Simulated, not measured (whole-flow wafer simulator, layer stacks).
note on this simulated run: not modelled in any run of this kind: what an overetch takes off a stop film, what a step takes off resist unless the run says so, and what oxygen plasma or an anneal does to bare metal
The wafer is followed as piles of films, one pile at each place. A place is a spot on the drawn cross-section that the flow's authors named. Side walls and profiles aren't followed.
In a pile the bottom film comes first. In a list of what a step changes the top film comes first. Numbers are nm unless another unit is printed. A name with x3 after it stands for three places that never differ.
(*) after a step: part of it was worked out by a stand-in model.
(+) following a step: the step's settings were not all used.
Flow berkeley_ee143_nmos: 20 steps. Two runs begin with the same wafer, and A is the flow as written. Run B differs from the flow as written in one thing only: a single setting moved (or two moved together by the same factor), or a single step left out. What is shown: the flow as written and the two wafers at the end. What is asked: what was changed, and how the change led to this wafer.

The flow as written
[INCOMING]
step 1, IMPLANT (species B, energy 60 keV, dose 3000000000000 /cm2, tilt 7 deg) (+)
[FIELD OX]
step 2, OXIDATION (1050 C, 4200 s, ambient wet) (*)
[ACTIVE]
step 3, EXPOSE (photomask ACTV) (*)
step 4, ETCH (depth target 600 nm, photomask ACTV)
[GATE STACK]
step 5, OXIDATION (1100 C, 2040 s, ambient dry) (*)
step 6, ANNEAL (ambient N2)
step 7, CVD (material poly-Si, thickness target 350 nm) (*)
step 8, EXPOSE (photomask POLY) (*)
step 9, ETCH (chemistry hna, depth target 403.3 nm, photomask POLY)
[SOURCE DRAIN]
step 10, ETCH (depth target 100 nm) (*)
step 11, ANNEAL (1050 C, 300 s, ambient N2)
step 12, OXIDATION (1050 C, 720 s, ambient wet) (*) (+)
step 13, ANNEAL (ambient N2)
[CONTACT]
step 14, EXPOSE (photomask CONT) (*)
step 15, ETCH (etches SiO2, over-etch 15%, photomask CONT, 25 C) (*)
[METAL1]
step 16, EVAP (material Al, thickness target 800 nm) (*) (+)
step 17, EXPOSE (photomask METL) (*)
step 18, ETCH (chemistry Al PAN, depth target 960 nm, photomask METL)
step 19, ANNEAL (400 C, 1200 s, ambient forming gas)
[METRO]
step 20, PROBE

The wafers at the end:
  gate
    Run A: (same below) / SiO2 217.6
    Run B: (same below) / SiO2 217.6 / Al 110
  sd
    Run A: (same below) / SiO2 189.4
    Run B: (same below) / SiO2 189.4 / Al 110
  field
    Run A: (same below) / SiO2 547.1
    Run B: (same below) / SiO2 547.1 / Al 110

Cause: step 18, ETCH: depth target 690 nm was run, while the flow as written has depth target 960 nm.

How this came from the change, step by step:
  step 18, ETCH (chemistry Al PAN, depth target 960 nm, photomask METL)
      gate, sd, field: A Al loses 800 (all of it) | B Al loses 690
With metal films that touch counted as one body, gate has 1 body; the flow as written gives 0 bodies.
With metal films that touch counted as one body, sd has 1 body; the flow as written gives 0 bodies.
With metal films that touch counted as one body, field has 1 body; the flow as written gives 0 bodies.
